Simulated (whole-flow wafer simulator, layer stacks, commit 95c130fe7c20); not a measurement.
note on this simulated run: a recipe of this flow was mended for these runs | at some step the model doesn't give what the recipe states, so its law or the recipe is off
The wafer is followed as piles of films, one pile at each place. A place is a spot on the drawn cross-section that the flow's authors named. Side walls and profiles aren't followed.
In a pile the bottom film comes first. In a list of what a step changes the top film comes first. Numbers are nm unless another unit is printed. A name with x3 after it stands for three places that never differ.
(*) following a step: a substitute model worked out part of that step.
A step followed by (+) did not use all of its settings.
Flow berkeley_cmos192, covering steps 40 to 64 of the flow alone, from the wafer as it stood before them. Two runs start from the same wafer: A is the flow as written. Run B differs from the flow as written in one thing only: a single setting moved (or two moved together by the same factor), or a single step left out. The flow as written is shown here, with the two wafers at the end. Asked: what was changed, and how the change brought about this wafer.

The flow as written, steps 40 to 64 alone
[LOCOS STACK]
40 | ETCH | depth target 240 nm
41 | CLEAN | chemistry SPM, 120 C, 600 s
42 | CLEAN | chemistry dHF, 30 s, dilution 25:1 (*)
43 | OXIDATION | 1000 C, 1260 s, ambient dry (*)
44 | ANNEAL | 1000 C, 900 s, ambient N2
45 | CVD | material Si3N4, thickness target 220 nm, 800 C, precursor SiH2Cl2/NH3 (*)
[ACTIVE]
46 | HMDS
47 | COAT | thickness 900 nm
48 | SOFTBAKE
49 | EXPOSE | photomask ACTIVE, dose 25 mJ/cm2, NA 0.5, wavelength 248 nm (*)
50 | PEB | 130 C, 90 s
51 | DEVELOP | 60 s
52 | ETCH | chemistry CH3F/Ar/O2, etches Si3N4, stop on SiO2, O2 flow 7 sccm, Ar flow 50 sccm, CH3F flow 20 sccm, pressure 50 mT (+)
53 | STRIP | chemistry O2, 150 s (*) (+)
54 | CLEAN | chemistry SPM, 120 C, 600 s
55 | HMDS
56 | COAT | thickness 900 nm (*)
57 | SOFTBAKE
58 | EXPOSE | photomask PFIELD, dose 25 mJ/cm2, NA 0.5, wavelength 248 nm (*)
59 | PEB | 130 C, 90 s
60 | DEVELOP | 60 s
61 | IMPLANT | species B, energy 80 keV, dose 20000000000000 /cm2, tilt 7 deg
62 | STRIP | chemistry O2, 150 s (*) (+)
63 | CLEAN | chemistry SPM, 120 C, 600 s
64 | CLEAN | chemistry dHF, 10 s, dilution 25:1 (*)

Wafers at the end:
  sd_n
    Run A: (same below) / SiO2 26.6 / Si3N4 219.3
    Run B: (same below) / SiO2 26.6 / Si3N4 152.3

The reason: step 45, CVD: thickness target 153 nm was run, whereas the flow has thickness target 220 nm.

How this came from the change, step by step:
  45 | CVD | material Si3N4, thickness target 220 nm, 800 C, precursor SiH2Cl2/NH3 (*)
      field, sd_n, spacer_n and 6 more: A Si3N4 gains 220 (new film) | B Si3N4 gains 153 (new film)
  52 | ETCH | chemistry CH3F/Ar/O2, etches Si3N4, stop on SiO2, O2 flow 7 sccm, Ar flow 50 sccm, CH3F flow 20 sccm, pressure 50 mT (+)
      sd_n, spacer_n, gate, sd_p, spacer_p, gate_p, contact, m1: A KrF-resist loses 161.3 | B KrF-resist loses 116.7
      field: A Si3N4 loses 220 (all of it), SiO2 loses 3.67 | B Si3N4 loses 153 (all of it), SiO2 loses 3.67
  53 | STRIP | chemistry O2, 150 s (*) (+)
      sd_n, spacer_n, gate, sd_p, spacer_p, gate_p, contact, m1: A KrF-resist loses 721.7 (all of it) | B KrF-resist loses 766.4 (all of it)
  56 | COAT | thickness 900 nm (*)
      sd_n: A KrF-resist gains 785.2 (new film) | B KrF-resist gains 819.3 (new film)
      spacer_n: A KrF-resist gains 817.9 (new film) | B KrF-resist gains 841.7 (new film)
      (and at 6 other places as well)
  62 | STRIP | chemistry O2, 150 s (*) (+)
      sd_n: A KrF-resist loses 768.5 (all of it) | B KrF-resist loses 802.6 (all of it)
      spacer_n: A KrF-resist loses 801.2 (all of it) | B KrF-resist loses 824.9 (all of it)
      (and at 6 other places as well)
